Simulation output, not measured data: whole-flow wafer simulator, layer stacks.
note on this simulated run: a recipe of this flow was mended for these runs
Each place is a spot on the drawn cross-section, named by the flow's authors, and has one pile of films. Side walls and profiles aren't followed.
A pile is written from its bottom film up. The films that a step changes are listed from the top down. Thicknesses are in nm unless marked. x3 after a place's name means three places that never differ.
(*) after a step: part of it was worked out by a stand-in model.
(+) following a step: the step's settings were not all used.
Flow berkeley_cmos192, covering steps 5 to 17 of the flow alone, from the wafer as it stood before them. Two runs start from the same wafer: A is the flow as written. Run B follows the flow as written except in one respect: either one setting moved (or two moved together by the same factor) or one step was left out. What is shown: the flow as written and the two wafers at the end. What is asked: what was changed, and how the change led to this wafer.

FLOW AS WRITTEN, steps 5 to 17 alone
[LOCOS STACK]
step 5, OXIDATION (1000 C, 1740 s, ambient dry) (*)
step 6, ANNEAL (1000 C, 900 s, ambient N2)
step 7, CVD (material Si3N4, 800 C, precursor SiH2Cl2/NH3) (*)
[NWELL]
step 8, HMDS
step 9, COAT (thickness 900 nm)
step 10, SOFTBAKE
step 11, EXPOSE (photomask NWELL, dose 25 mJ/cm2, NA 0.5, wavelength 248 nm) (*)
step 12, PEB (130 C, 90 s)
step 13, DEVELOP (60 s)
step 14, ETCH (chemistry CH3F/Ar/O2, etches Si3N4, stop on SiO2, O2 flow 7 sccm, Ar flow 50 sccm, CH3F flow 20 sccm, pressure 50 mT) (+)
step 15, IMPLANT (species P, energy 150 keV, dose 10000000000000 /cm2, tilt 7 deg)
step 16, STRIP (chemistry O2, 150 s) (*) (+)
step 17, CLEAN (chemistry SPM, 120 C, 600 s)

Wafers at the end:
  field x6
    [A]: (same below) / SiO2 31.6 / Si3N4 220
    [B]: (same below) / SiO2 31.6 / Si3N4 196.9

Cause: step 7, CVD: 792 C was run, though the flow has 800 C.

The path from the change to this, step by step:
  step 7, CVD (material Si3N4, 800 C, precursor SiH2Cl2/NH3) (*)
      field x6, sd_p x3: A +220 Si3N4 (new film) | B +196.9 Si3N4 (new film)
  step 14, ETCH (chemistry CH3F/Ar/O2, etches Si3N4, stop on SiO2, O2 flow 7 sccm, Ar flow 50 sccm, CH3F flow 20 sccm, pressure 50 mT) (+)
      field x6: A -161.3 KrF-resist | B -145.9 KrF-resist
      sd_p x3: A -220 Si3N4 (all of it), -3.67 SiO2 | B -196.9 Si3N4 (all of it), -3.67 SiO2
  step 16, STRIP (chemistry O2, 150 s) (*) (+)
      field x6: A -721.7 KrF-resist (all of it) | B -737.1 KrF-resist (all of it)
